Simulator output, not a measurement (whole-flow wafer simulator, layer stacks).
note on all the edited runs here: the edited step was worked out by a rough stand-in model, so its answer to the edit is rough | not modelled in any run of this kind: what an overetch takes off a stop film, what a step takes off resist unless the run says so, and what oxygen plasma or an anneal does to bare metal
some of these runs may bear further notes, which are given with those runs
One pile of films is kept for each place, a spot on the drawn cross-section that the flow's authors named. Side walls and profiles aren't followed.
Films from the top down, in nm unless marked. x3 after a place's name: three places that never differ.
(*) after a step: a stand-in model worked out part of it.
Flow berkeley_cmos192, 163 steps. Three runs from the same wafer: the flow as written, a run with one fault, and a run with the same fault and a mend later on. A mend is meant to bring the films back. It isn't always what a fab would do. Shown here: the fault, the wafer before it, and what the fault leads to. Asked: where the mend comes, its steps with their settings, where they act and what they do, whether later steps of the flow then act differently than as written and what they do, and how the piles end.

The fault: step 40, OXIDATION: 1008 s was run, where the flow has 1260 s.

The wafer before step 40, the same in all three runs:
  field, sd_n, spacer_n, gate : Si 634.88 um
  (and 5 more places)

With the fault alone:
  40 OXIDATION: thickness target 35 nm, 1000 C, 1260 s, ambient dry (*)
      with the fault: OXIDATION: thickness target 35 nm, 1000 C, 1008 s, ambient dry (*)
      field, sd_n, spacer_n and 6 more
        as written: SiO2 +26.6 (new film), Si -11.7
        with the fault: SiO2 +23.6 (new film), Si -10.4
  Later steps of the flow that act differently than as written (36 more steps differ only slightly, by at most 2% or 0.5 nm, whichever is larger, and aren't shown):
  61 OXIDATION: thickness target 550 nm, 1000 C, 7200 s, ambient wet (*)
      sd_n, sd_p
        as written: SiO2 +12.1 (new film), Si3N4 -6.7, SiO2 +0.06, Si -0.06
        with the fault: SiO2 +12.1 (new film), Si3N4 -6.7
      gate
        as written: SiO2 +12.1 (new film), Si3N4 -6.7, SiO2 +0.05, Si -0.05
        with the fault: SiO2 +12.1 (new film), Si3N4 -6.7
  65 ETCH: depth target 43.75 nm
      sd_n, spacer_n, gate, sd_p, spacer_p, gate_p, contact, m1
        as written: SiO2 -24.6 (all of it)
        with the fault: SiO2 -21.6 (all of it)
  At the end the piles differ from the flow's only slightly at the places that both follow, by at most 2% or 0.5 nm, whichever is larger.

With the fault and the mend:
  The mend comes after step 40.
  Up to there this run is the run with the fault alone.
  40a OXIDATION: thickness target 35 nm, 1000 C, 252 s, ambient dry (*) (the flow's step 40 once more, with other settings)
      field, sd_n, spacer_n and 6 more
        SiO2 +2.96, Si -1.3
  No later step of the flow acts differently than as written at any place that is followed.
  At the end the piles are the same as the flow's at every place that both follow.
